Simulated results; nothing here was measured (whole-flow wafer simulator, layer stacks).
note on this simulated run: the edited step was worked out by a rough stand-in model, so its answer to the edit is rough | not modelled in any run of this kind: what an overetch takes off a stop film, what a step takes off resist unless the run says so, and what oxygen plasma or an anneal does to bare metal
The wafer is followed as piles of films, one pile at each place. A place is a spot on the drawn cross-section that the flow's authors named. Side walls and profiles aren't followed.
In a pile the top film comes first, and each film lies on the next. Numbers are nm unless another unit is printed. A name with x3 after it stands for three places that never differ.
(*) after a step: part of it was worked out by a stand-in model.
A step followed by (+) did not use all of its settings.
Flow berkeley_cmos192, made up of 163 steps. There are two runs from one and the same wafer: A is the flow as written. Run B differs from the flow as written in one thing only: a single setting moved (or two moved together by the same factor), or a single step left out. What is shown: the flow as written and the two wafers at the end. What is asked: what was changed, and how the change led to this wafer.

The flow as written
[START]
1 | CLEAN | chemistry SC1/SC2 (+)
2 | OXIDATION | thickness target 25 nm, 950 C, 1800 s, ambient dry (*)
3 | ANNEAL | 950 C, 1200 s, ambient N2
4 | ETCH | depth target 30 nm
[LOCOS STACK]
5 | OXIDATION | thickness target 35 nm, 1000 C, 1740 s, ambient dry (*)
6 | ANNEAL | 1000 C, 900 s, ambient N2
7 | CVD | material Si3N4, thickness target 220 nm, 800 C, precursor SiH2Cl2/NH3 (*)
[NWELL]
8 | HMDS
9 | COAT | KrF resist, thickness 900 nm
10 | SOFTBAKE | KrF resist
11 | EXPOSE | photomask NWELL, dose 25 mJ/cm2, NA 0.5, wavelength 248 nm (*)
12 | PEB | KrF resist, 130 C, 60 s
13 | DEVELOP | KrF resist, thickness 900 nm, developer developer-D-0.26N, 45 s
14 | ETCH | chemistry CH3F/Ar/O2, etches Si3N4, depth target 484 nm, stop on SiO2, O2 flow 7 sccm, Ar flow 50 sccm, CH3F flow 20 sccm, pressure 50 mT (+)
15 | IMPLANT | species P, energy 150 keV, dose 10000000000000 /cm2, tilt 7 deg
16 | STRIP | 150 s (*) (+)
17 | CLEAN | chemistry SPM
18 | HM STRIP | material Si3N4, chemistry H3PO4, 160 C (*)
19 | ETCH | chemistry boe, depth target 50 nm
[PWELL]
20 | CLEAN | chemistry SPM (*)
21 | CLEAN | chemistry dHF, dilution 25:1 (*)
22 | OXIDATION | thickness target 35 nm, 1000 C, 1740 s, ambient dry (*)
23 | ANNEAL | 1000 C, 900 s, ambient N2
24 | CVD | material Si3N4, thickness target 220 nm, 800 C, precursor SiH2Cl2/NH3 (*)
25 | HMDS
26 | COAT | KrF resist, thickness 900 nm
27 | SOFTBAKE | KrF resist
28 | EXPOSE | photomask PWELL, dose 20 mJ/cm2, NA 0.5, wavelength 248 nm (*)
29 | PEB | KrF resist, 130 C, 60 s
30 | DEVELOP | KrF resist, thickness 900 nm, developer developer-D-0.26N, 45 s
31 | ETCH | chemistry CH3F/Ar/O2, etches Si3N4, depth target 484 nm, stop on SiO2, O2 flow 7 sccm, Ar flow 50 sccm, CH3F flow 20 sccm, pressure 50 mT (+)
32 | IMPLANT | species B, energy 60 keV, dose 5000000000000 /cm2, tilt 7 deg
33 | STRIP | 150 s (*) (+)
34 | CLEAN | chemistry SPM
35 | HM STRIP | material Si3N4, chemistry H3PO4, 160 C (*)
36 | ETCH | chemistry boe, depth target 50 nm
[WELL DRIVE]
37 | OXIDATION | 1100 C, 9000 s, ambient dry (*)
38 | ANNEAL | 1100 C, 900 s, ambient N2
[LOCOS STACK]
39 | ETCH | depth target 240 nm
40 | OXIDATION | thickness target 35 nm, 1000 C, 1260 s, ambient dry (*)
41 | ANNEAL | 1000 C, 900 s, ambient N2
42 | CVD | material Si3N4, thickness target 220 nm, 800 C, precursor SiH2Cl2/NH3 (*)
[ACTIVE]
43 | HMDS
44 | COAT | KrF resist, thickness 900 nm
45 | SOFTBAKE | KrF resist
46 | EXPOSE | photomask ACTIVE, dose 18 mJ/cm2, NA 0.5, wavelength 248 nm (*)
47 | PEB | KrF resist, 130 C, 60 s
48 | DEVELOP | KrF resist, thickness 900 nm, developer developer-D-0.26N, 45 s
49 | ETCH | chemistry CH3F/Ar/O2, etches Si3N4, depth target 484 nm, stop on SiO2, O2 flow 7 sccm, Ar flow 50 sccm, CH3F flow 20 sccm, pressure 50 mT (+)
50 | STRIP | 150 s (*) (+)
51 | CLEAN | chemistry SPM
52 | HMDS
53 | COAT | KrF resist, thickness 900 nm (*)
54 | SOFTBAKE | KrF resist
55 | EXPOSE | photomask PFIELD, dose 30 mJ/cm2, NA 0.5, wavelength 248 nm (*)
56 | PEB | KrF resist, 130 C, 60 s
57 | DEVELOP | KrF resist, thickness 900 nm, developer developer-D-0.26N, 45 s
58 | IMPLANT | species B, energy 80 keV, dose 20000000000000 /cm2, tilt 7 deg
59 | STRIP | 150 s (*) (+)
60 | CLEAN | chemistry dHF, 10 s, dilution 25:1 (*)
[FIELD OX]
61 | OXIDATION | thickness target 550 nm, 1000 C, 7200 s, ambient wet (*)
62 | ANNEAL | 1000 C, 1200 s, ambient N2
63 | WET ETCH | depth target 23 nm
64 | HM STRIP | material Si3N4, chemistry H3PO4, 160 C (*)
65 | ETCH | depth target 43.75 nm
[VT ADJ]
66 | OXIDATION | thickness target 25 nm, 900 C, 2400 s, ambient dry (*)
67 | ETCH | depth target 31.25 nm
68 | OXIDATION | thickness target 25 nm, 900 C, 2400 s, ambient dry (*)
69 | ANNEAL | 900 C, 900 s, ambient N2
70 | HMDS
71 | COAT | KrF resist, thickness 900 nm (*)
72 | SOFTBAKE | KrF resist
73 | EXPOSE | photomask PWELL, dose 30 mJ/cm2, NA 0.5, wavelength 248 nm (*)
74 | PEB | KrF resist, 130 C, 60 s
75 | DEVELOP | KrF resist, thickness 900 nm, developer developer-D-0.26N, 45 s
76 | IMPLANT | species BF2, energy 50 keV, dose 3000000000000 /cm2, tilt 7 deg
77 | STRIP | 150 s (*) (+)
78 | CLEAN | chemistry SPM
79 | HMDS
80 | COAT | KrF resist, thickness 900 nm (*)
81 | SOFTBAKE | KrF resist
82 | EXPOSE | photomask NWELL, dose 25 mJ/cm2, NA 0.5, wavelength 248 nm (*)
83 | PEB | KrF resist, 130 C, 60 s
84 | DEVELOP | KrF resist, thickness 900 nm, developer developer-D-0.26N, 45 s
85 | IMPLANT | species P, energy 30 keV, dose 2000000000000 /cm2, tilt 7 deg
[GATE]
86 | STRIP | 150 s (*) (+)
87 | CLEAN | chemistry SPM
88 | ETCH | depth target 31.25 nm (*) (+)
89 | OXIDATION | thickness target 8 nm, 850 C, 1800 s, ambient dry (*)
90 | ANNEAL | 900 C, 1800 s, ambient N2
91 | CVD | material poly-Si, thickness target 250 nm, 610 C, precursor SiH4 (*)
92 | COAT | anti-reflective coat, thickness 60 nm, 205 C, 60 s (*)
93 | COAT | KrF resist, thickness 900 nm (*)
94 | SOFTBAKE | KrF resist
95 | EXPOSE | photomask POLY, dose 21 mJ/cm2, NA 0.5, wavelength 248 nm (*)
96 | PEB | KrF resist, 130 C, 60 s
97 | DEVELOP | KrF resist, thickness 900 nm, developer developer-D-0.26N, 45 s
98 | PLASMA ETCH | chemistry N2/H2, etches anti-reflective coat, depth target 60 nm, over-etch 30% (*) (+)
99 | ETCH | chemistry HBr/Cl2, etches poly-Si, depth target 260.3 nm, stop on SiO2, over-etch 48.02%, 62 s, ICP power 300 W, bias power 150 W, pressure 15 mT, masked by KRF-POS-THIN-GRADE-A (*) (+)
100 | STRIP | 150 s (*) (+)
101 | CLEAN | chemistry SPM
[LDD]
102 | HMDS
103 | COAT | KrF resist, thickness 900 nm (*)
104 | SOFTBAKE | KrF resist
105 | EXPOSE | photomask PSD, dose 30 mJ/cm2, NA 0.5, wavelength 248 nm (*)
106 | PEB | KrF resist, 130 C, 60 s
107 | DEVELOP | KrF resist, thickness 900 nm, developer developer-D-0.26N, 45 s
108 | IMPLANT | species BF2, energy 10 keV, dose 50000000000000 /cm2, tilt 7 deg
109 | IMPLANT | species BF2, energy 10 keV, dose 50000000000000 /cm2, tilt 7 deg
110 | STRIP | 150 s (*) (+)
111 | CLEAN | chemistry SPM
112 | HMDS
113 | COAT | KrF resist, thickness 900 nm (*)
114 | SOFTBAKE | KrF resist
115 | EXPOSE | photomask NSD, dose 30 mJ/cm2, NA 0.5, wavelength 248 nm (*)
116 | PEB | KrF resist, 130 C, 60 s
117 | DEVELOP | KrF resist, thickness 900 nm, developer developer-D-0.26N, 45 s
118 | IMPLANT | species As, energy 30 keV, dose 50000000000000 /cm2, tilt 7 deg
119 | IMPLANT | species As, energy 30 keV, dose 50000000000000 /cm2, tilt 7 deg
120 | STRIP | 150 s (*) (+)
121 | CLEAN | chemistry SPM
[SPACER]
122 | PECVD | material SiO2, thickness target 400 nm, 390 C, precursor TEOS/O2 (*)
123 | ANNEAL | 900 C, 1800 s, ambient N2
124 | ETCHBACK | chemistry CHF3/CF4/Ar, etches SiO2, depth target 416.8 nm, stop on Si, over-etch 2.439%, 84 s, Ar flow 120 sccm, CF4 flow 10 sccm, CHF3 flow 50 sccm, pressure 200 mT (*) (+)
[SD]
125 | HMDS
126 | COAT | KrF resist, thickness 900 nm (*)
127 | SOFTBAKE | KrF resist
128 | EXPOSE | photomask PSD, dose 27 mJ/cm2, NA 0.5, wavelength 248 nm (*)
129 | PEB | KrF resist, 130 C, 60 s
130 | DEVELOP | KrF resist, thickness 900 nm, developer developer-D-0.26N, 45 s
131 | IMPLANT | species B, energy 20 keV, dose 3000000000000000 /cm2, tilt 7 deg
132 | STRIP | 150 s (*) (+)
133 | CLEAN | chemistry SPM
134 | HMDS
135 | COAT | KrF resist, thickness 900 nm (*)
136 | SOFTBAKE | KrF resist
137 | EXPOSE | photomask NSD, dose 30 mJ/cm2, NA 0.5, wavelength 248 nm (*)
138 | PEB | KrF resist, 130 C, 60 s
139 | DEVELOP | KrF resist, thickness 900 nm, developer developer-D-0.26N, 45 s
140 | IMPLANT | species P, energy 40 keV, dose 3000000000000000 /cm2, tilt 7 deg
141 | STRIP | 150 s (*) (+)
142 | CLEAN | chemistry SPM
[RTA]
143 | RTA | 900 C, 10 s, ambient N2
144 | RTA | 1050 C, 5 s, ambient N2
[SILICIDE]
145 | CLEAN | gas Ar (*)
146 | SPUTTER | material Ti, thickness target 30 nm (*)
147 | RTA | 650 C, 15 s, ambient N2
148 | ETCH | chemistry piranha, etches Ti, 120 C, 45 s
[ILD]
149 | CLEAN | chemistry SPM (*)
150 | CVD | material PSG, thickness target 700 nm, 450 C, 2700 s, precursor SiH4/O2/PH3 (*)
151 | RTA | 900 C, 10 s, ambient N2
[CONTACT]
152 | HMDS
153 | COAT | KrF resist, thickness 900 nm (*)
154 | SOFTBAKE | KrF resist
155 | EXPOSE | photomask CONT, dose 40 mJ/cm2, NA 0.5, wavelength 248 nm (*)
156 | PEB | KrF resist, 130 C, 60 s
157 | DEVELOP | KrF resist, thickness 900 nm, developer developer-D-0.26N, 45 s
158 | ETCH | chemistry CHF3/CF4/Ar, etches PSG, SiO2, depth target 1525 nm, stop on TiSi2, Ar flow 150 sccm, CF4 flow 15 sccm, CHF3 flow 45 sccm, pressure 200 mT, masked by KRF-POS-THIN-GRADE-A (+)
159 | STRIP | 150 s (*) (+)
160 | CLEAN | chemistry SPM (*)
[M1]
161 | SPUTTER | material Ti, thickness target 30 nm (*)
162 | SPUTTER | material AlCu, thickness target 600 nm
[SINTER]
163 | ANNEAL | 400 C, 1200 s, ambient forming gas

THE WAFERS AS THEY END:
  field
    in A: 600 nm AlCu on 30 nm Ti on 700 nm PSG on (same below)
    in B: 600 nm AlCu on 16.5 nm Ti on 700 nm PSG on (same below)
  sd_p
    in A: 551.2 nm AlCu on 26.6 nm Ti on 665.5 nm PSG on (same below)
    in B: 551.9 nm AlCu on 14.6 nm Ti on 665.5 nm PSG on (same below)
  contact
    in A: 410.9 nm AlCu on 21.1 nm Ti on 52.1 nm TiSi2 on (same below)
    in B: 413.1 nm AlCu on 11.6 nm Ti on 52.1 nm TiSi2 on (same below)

What caused this: step 161, SPUTTER: thickness target 16.47 nm was run, though the flow has thickness target 30 nm.
The wafer lets one read it off: field has Ti 16.5, and step 161 as written asks for 30 nm.

How this came from the change, step by step:
  161 | SPUTTER | material Ti, thickness target 30 nm (*)
      field, sd_n, spacer_n, gate, spacer_p, gate_p, m1: A Ti gains 30 (new film) | B Ti gains 16.5 (new film)
      sd_p: A Ti gains 26.6 (new film) | B Ti gains 14.6 (new film)
      (and at 1 other place as well)
